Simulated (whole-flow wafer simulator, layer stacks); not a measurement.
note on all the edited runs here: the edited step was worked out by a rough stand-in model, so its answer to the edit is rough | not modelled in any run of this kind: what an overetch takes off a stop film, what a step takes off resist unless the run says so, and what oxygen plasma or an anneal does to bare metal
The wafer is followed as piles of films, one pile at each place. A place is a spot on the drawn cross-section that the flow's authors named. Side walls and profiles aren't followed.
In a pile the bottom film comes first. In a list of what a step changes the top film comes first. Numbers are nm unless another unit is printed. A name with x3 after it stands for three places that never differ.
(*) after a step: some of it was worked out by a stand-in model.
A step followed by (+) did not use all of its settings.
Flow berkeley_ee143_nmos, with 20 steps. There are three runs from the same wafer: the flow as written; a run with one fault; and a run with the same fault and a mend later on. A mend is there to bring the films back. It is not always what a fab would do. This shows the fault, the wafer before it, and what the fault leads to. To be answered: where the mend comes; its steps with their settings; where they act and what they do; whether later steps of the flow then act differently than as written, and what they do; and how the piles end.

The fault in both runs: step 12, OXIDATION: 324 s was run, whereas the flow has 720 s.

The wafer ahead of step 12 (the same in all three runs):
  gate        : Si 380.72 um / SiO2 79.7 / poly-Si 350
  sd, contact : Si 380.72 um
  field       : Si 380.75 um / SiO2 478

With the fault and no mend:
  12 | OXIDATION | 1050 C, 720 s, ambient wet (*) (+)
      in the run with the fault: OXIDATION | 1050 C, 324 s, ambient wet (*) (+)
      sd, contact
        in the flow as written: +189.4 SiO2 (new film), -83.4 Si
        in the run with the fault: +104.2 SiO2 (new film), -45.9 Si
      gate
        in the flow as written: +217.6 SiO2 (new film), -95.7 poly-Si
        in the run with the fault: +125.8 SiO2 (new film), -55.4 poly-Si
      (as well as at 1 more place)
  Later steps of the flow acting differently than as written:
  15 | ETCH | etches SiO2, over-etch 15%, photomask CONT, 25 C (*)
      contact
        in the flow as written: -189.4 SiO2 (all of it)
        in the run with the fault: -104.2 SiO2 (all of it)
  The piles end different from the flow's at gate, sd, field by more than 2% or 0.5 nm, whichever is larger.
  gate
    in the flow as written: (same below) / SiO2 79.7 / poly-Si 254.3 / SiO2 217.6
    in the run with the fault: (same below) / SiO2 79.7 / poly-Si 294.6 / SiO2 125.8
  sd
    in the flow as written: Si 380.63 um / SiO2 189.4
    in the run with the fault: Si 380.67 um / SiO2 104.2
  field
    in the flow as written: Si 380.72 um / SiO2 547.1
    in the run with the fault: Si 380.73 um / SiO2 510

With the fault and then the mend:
  After step 12 comes the mend.
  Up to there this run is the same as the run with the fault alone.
  12a | OXIDATION | 1050 C, 396 s, ambient wet (*) (+) (a further turn of the flow's step 12, with different settings)
      sd, contact
        +85.2 SiO2, -37.5 Si
      gate
        +91.7 SiO2, -40.4 poly-Si
      field
        +37.1 SiO2, -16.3 Si
  None of the later steps of the flow acts differently than as written at any place that is followed.
  The piles end the same as the flow's at every place that both follow.
